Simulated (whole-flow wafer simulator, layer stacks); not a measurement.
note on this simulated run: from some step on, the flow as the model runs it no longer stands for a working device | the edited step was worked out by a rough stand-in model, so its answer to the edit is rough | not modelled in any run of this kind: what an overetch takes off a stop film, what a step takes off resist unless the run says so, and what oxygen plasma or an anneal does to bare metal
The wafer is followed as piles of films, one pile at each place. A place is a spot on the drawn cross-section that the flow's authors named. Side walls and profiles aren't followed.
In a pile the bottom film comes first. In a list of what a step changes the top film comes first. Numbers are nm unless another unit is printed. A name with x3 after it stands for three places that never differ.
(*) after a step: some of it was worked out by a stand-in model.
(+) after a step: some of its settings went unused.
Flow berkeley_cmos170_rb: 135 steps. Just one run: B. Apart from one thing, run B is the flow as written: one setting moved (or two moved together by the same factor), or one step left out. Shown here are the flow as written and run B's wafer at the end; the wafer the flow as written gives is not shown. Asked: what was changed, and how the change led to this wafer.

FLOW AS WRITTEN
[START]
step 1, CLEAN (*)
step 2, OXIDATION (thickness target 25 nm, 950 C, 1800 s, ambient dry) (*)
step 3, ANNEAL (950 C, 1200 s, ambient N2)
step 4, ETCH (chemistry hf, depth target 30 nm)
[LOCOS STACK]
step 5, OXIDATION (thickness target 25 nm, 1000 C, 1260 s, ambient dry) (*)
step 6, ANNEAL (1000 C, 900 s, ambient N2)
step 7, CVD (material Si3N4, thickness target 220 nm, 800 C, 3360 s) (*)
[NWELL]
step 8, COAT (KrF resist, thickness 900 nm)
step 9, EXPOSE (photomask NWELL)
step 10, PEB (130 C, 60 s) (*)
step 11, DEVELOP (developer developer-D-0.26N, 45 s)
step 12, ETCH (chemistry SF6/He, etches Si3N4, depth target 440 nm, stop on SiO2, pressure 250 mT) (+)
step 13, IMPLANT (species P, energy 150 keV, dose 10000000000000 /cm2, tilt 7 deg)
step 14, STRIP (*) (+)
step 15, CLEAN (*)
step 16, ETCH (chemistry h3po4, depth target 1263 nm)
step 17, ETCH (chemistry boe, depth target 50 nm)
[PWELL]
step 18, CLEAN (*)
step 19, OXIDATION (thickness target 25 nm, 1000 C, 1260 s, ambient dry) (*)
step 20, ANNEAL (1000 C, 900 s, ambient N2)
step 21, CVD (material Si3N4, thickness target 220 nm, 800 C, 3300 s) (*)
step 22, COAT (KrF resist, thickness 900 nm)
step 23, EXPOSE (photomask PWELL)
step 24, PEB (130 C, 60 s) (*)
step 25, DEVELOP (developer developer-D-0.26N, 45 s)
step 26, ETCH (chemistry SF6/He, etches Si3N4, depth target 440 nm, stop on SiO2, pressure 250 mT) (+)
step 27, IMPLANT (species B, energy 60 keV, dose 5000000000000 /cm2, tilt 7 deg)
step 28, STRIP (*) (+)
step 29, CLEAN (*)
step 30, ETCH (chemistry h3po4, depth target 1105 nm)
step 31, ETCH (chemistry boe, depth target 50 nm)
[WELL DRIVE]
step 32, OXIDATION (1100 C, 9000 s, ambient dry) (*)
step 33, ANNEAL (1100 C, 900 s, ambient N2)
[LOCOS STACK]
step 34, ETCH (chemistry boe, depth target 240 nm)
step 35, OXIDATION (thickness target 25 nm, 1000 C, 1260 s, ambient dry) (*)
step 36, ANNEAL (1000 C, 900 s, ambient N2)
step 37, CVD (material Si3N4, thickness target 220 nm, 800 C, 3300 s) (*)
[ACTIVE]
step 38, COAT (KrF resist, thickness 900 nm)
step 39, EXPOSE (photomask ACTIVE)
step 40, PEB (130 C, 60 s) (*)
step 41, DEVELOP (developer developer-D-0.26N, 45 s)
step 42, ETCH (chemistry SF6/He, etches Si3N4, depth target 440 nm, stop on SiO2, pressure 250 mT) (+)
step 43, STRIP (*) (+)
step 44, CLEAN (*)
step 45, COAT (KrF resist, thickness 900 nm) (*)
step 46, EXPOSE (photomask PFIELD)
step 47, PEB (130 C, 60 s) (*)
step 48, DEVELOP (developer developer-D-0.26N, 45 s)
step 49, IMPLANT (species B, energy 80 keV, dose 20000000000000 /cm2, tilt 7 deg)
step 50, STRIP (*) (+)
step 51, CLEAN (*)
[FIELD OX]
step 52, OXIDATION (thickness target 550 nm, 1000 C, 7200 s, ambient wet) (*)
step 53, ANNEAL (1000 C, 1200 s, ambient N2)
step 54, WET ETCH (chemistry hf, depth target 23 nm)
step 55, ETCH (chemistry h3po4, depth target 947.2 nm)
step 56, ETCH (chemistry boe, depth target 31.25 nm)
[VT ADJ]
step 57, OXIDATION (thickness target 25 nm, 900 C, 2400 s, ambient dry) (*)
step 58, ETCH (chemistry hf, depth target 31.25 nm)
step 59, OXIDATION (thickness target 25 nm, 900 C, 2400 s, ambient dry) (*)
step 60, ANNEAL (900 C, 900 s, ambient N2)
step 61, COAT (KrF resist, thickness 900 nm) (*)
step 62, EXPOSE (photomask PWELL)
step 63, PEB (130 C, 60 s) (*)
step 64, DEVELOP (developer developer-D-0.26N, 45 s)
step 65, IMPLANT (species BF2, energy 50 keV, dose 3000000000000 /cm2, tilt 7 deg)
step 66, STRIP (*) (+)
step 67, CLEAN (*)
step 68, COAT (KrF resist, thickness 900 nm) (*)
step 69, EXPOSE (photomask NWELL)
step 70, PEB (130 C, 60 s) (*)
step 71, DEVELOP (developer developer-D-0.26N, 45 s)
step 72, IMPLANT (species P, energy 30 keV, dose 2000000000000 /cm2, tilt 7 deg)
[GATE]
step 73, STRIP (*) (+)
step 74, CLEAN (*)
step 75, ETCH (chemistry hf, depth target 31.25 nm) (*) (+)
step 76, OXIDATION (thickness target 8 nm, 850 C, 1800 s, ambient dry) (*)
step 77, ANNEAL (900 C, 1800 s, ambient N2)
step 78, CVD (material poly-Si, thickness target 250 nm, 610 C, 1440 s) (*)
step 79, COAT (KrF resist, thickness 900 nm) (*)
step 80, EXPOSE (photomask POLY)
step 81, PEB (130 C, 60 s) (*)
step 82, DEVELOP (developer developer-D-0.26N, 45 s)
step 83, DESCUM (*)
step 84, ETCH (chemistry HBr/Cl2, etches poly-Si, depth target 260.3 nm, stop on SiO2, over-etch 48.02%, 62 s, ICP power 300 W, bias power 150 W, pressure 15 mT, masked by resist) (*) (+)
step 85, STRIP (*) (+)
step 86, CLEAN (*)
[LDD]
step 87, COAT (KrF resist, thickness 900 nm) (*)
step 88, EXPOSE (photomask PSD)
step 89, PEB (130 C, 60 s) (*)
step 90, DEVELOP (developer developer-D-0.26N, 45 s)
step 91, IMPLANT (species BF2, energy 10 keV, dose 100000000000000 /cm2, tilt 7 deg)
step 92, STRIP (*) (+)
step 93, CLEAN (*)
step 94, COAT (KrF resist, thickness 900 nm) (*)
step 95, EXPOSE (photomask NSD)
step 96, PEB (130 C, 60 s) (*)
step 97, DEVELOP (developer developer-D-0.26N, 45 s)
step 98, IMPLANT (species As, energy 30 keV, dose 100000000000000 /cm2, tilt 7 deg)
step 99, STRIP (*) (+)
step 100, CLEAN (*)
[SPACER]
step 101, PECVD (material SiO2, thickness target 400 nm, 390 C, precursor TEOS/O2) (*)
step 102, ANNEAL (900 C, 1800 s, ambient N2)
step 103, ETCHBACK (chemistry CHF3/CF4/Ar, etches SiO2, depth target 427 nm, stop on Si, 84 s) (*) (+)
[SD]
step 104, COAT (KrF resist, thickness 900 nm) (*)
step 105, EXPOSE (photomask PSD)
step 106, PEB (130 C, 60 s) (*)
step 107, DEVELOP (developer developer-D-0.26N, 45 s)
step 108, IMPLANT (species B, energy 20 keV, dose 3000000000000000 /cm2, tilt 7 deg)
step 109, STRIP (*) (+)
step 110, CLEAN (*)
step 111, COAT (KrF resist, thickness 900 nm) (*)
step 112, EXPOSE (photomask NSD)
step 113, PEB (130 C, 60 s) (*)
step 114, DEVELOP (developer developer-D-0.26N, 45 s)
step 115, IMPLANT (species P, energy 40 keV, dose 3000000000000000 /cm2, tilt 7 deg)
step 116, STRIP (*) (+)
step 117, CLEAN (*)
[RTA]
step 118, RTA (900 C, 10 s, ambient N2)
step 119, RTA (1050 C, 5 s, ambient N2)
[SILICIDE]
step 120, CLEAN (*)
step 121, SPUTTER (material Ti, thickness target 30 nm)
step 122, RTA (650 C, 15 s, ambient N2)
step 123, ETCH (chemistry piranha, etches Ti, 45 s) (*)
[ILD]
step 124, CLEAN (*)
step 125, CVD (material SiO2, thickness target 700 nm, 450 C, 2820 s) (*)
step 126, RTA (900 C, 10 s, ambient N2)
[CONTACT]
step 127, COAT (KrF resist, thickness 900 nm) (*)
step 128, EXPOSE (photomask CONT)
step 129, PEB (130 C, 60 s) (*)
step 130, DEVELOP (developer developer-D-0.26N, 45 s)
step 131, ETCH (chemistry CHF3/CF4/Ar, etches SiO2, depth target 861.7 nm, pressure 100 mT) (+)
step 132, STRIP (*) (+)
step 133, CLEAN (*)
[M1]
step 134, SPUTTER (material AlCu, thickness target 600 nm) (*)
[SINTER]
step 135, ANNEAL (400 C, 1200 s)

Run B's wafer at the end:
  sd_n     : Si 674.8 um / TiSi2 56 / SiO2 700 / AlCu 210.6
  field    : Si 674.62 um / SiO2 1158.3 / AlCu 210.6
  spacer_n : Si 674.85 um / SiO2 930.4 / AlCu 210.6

The reason: step 134, SPUTTER: thickness target 210.6 nm was run, though the flow has thickness target 600 nm.
The wafer lets one read it off: sd_n has AlCu 210.6, and step 134 as written asks for 600 nm.

Step by step, how the change led to this:
  step 134, SPUTTER (material AlCu, thickness target 600 nm) (*)
      field, sd_n, spacer_n, gate, spacer_p, gate_p, m1: AlCu gains 210.6 (new film) (in the flow as written it would be: AlCu gains 600 (new film))
      sd_p: AlCu gains 187.1 (new film) (in the flow as written it would be: AlCu gains 545.9 (new film))
      (and at 1 other place as well)
